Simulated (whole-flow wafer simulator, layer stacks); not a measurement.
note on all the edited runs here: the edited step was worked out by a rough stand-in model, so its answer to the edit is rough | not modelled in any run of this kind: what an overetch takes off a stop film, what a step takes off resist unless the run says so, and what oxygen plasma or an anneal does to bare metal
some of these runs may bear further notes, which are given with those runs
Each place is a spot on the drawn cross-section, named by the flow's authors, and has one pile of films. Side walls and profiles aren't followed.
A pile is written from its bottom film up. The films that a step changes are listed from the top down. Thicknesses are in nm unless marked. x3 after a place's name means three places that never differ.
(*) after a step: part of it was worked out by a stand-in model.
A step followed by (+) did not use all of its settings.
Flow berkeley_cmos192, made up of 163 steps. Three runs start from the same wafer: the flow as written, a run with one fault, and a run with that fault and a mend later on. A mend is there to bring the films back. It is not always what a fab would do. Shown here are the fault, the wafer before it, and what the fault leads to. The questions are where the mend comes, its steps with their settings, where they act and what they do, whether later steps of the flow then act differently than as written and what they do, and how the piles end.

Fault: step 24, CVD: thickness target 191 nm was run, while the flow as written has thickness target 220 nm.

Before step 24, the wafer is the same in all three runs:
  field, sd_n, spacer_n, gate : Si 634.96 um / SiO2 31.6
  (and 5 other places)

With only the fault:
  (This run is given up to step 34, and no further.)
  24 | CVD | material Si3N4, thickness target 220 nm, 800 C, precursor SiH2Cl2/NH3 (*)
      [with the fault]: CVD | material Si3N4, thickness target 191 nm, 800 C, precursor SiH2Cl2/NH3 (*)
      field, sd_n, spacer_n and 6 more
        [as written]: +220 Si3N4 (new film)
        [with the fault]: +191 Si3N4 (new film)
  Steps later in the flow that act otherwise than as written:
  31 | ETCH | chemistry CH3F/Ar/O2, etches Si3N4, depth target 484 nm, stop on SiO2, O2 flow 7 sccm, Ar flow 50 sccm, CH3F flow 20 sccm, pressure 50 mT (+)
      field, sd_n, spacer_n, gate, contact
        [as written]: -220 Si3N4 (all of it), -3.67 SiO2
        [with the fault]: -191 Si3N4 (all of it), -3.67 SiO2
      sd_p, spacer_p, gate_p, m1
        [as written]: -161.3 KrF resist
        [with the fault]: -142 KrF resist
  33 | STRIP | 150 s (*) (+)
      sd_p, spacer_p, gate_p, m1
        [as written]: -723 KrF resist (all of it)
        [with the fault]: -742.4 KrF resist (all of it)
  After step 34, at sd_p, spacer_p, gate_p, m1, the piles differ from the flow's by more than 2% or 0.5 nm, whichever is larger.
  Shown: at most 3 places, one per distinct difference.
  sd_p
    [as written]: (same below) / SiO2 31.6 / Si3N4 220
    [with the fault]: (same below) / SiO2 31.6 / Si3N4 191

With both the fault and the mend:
  After step 30 comes the mend.
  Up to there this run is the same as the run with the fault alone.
  30a | STRIP | 150 s (*) (+)
      sd_p, spacer_p, gate_p, m1
        -884.4 KrF resist (all of it)
  30b | CLEAN | chemistry SPM (a further turn of the flow's step 17)
      leaves every film unchanged at each place that is followed
  30c | CVD | material Si3N4, thickness target 29.04 nm, 800 C, precursor SiH2Cl2/NH3 (*) (a further turn of the flow's step 24, with different settings)
      field, sd_n, spacer_n and 6 more
        +29 Si3N4
  30d | HMDS (a further turn of the flow's step 25)
      leaves every film unchanged at each place that is followed
  30e | COAT | KrF resist, thickness 900 nm (a further turn of the flow's step 26)
      field, sd_n, spacer_n and 6 more
        +900 KrF resist (new film)
  30f | SOFTBAKE | KrF resist (a further turn of the flow's step 27)
      leaves every film unchanged at each place that is followed
  30g | EXPOSE | photomask PWELL, dose 20 mJ/cm2, NA 0.5, wavelength 248 nm (*) (a further turn of the flow's step 28)
      leaves every film unchanged at each place that is followed
  30h | PEB | KrF resist, 130 C, 60 s (a further turn of the flow's step 29)
      field, sd_n, spacer_n and 6 more
        -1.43 KrF resist
  30i | DEVELOP | KrF resist, thickness 900 nm, developer developer-D-0.26N, 45 s (a further turn of the flow's step 30)
      field, sd_n, spacer_n, gate, contact
        -898.6 KrF resist (all of it)
      sd_p, spacer_p, gate_p, m1
        -14.2 KrF resist
  None of the later steps of the flow differs from how it acts as written, at any place that is followed, by more than 2% or 0.5 nm, whichever is larger.
  The piles end the same as the flow's at every place that both follow.
